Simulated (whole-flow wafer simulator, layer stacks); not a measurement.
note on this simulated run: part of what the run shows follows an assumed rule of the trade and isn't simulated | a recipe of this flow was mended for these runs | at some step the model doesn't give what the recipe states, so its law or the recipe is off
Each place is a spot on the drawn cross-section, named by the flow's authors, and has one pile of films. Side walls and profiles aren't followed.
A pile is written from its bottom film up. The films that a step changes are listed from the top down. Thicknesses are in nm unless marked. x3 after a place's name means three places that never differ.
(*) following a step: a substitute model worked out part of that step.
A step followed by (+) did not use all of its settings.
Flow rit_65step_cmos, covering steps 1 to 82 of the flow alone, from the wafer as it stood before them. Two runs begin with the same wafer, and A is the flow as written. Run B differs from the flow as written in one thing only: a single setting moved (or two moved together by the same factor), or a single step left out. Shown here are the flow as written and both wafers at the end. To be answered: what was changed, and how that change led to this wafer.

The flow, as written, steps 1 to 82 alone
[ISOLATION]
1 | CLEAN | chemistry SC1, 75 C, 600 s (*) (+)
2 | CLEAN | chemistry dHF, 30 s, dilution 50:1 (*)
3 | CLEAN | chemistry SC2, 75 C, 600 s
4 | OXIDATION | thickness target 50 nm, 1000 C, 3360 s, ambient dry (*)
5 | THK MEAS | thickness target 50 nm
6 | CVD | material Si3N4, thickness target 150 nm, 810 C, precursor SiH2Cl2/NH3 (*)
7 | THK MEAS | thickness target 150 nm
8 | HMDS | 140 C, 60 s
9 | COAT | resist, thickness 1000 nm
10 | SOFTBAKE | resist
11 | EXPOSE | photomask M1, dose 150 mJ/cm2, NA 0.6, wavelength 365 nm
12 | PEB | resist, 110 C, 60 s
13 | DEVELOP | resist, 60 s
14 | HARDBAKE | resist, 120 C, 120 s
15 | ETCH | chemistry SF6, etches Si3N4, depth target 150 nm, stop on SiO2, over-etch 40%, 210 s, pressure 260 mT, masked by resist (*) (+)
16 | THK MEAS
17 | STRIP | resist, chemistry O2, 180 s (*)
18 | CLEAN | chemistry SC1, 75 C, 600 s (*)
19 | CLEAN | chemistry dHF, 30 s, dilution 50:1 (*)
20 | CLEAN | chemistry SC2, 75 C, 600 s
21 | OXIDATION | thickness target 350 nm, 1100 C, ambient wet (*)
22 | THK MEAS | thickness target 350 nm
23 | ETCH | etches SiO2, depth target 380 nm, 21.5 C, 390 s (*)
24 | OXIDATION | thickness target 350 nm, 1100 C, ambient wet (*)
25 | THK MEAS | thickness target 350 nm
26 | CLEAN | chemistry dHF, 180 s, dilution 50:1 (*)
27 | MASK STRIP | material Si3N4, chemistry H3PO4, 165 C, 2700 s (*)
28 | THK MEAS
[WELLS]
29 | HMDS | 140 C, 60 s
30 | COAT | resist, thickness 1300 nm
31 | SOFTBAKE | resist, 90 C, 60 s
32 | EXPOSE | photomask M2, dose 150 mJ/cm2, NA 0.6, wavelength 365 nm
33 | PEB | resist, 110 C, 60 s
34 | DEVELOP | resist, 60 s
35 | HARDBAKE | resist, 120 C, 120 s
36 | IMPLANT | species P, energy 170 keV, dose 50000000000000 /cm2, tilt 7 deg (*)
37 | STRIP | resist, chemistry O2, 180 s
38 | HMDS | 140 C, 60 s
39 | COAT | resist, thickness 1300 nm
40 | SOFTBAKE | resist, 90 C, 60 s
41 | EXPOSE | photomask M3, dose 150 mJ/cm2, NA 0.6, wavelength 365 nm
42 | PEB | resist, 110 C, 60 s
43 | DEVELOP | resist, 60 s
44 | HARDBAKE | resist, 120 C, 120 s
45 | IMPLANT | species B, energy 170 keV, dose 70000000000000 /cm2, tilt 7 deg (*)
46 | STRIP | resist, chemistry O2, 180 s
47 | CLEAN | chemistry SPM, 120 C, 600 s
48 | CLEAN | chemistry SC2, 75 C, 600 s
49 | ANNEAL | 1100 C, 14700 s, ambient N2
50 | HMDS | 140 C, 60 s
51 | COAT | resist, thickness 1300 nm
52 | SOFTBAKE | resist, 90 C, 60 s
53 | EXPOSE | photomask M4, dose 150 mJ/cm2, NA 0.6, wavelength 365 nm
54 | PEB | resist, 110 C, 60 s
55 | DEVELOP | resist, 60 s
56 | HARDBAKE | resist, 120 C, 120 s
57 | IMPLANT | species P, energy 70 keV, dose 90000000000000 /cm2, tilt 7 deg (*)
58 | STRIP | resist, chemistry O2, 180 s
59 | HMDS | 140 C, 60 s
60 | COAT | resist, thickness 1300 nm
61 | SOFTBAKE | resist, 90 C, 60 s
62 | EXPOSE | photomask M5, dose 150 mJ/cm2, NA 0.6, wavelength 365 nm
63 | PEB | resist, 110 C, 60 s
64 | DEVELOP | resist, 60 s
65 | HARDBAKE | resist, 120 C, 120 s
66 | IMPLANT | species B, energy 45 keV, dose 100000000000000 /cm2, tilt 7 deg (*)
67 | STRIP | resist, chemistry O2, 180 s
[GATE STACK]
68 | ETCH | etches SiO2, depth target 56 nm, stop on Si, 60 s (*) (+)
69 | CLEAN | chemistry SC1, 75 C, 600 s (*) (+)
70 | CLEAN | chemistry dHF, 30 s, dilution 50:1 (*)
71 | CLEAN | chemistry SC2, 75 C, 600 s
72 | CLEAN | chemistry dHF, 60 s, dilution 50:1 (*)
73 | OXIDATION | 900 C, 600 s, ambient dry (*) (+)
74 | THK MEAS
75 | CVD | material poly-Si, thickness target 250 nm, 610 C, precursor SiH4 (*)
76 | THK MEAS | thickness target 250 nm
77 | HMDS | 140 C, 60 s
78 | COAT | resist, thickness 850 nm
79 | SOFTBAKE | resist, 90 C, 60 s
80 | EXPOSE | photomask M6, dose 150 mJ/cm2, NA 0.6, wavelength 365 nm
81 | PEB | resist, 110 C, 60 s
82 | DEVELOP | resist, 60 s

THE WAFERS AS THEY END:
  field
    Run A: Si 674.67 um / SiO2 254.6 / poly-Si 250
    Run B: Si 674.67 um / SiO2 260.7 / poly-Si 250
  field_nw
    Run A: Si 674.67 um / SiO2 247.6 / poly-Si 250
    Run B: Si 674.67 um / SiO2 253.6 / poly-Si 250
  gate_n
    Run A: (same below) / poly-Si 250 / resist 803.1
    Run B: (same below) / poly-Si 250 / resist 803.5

The reason: step 26, CLEAN: 115 s was run, though the flow has 180 s.

How this came from the change, step by step:
  26 | CLEAN | chemistry dHF, 180 s, dilution 50:1 (*)
      active_n, active_p, gate_n and 7 more: A SiO2 loses 12 (all of it), Si3N4 loses 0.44 | B SiO2 loses 10.7
      field, field_pw, field_nw, field_p: A SiO2 loses 16.7 | B SiO2 loses 10.7
  27 | MASK STRIP | material Si3N4, chemistry H3PO4, 165 C, 2700 s (*)
      active_n, active_p, gate_n and 7 more: A Si3N4 loses 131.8 (all of it), SiO2 loses 5.64 | B SiO2 loses 1.31 (all of it), Si3N4 loses 132.3 (all of it), SiO2 loses 5.62
